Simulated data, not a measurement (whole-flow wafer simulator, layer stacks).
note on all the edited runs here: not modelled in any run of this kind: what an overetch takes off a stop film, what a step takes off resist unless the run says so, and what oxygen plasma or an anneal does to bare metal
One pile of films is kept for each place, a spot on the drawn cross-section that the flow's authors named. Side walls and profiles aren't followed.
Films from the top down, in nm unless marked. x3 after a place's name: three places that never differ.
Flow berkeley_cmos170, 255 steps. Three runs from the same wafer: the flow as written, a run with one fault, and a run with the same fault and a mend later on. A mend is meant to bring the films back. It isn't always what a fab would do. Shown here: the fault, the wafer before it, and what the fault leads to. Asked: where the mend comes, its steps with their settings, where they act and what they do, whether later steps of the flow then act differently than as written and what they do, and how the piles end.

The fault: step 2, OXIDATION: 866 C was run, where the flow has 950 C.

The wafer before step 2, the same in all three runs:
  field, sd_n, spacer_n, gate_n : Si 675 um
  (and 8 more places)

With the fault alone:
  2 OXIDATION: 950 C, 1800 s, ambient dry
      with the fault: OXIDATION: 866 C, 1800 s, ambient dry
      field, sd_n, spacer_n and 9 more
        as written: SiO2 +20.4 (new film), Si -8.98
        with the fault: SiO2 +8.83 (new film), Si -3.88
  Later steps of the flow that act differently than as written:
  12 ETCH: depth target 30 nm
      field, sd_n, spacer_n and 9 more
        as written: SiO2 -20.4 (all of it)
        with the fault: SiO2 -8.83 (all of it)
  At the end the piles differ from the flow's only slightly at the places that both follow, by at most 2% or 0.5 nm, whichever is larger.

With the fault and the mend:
  The mend comes after step 3.
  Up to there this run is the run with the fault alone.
  3a OXIDATION: 950 C, 1284 s, ambient dry (the flow's step 2 once more, with other settings)
      field, sd_n, spacer_n and 9 more
        SiO2 +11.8, Si -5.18
  No later step of the flow acts differently than as written, at any place that is followed, by more than 2% or 0.5 nm, whichever is larger.
  At the end the piles differ from the flow's only slightly at the places that both follow, by at most 2% or 0.5 nm, whichever is larger.
